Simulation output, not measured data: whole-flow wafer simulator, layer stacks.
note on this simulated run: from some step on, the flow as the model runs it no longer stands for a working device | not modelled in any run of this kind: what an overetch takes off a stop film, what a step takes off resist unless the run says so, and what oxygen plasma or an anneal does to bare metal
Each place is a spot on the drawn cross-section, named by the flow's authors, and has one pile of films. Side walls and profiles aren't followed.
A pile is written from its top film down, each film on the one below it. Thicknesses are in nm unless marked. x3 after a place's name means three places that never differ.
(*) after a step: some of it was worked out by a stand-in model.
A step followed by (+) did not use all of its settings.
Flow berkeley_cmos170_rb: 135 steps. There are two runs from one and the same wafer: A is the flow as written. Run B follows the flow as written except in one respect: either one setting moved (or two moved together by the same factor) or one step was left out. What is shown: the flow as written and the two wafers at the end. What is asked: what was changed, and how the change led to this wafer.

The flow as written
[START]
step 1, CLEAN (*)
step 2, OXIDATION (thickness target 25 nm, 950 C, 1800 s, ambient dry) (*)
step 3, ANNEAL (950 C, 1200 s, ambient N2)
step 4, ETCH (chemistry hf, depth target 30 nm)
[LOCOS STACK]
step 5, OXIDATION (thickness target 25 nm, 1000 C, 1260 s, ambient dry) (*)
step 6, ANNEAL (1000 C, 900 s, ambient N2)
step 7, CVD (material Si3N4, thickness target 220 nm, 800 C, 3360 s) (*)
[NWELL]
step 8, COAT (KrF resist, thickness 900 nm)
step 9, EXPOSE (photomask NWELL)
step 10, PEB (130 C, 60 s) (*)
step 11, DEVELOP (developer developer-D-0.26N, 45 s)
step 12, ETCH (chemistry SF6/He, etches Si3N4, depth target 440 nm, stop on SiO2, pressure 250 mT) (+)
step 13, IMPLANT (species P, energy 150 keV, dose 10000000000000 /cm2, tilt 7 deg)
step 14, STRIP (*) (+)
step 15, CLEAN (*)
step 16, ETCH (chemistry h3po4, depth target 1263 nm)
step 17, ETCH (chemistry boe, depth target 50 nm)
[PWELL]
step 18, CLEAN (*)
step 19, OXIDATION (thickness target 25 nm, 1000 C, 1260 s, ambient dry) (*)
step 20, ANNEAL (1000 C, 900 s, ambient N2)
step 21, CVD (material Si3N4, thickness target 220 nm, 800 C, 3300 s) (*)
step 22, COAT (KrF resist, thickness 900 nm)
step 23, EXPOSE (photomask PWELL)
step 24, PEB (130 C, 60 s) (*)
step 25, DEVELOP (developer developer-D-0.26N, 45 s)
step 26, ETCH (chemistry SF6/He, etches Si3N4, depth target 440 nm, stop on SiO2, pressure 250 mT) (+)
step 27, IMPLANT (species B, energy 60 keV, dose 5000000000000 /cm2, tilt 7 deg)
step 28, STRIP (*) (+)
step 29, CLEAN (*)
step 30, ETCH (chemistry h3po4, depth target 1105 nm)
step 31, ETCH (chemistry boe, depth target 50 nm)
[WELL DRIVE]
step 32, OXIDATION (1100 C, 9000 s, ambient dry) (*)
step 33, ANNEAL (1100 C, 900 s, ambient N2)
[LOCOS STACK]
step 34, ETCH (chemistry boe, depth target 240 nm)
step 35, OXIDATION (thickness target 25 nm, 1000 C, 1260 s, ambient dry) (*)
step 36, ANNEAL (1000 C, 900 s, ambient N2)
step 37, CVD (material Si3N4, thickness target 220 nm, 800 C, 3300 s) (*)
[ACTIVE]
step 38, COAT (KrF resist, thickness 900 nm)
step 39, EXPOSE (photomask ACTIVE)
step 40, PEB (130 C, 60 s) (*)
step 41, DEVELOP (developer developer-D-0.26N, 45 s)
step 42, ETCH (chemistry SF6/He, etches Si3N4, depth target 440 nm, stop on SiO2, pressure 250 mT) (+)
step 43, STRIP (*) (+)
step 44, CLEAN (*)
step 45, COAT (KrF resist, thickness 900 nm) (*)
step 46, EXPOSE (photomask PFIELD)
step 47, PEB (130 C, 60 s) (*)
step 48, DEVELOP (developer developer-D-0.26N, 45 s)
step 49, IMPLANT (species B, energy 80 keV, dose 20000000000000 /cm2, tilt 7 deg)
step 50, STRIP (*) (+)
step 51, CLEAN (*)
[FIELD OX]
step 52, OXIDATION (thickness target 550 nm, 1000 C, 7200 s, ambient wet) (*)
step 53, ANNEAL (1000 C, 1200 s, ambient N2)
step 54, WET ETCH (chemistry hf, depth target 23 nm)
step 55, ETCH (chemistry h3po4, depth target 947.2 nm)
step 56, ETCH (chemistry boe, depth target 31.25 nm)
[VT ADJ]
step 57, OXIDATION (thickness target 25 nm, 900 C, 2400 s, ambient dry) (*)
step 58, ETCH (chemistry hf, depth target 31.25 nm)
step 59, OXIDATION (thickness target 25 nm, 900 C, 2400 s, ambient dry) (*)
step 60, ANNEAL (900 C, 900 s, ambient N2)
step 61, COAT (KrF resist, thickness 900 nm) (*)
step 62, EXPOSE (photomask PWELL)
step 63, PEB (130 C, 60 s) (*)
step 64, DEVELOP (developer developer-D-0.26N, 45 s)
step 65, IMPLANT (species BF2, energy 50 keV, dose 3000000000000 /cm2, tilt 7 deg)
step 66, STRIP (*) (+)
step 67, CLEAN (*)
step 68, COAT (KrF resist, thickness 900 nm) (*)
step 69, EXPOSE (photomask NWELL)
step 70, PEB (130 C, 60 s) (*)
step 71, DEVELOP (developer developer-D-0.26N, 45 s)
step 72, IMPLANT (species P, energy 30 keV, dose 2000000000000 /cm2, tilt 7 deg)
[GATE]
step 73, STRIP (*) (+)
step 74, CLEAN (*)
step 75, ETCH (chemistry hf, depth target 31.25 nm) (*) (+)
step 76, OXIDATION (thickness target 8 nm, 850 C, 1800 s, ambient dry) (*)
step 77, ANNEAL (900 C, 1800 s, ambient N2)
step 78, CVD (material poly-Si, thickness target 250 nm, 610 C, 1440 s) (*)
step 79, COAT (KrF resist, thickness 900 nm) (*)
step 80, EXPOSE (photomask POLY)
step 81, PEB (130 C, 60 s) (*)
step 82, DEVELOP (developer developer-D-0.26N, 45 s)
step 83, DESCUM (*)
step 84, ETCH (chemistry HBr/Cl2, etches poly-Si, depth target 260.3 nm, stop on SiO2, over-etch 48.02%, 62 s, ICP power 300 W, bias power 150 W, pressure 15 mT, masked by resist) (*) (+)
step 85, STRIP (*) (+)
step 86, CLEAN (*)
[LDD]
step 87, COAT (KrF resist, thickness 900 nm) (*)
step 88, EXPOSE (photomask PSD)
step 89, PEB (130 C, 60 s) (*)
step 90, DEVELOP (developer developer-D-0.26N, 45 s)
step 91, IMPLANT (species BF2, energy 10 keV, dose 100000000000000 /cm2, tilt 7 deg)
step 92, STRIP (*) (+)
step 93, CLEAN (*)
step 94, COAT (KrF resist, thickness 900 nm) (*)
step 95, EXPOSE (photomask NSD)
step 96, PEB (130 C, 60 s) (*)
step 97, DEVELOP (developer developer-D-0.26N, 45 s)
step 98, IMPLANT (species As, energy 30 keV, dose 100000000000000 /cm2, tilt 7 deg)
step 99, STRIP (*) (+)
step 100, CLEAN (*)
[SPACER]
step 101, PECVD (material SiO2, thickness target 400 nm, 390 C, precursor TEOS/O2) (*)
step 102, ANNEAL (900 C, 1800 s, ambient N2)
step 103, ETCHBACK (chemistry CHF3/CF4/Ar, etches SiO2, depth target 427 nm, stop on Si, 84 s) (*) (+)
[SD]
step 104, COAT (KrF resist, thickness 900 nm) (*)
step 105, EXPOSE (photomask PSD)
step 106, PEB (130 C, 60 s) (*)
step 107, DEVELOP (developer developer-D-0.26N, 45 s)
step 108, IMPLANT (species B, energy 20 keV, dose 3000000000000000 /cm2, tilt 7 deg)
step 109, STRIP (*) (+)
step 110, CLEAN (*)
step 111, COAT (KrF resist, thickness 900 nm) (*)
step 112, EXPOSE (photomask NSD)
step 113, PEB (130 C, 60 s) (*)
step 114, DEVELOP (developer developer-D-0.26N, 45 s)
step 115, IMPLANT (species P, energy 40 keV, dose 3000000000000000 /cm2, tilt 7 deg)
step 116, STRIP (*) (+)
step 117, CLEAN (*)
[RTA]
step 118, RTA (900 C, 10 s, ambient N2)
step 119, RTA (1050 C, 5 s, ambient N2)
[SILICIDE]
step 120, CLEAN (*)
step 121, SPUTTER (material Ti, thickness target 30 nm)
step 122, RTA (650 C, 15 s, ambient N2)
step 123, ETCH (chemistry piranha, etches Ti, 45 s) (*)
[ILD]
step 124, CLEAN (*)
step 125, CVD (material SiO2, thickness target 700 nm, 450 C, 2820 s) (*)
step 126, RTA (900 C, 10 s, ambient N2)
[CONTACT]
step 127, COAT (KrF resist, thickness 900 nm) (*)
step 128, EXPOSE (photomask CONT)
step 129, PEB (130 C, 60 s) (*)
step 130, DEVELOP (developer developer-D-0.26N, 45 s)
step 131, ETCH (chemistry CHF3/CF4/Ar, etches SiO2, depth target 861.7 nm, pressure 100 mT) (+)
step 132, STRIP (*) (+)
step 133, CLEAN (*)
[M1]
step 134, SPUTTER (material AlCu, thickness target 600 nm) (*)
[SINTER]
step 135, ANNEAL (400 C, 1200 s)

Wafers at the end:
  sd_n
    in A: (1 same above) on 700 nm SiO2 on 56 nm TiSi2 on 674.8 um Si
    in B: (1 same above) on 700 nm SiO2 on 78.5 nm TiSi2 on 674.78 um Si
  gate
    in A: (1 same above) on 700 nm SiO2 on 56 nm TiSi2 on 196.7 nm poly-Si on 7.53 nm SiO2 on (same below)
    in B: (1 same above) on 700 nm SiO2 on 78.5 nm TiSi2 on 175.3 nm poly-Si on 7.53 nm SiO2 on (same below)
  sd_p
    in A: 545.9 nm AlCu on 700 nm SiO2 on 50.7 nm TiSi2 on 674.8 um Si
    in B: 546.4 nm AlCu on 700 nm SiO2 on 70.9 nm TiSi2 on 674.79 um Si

What caused this: step 121, SPUTTER: thickness target 42 nm was run, though the flow has thickness target 30 nm.

The path from the change to this, step by step:
  step 121, SPUTTER (material Ti, thickness target 30 nm)
      field, sd_n, spacer_n, gate, spacer_p, gate_p, contact, m1: A +30 Ti (new film) | B +42 Ti (new film)
      sd_p: A +27.1 Ti (new film) | B +38 Ti (new film)
  step 122, RTA (650 C, 15 s, ambient N2)
      sd_n, contact, m1: A -23.4 Ti, +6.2 TiSi first (new film), +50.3 TiSi2 C49 (new film), -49 Si | B -32.8 Ti, +33.4 TiSi first (new film), +33.7 TiSi2 C49 (new film), -52.2 Si
      gate, gate_p: A -23.4 Ti, +6.2 TiSi first (new film), +50.3 TiSi2 C49 (new film), -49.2 poly-Si | B -32.8 Ti, +33.4 TiSi first (new film), +33.7 TiSi2 C49 (new film), -52.4 poly-Si
      (and at 1 other place as well)
  step 123, ETCH (chemistry piranha, etches Ti, 45 s) (*)
      sd_n, gate, gate_p, contact, m1: A -6.6 Ti (all of it) | B -9.24 Ti (all of it)
      field, spacer_n, spacer_p: A -30 Ti (all of it) | B -42 Ti (all of it)
      (and at 1 other place as well)
  step 126, RTA (900 C, 10 s, ambient N2)
      sd_n, contact, m1: A under 1 film: +56 TiSi2 (new film), -6.2 TiSi first (all of it), -50.3 TiSi2 C49 (all of it), -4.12 Si | B under 1 film: +78.5 TiSi2 (new film), -33.4 TiSi first (all of it), -33.7 TiSi2 C49 (all of it), -22.2 Si
      gate, gate_p: A under 1 film: +56 TiSi2 (new film), -6.2 TiSi first (all of it), -50.3 TiSi2 C49 (all of it), -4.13 poly-Si | B under 1 film: +78.5 TiSi2 (new film), -33.4 TiSi first (all of it), -33.7 TiSi2 C49 (all of it), -22.3 poly-Si
      (and at 1 other place as well)
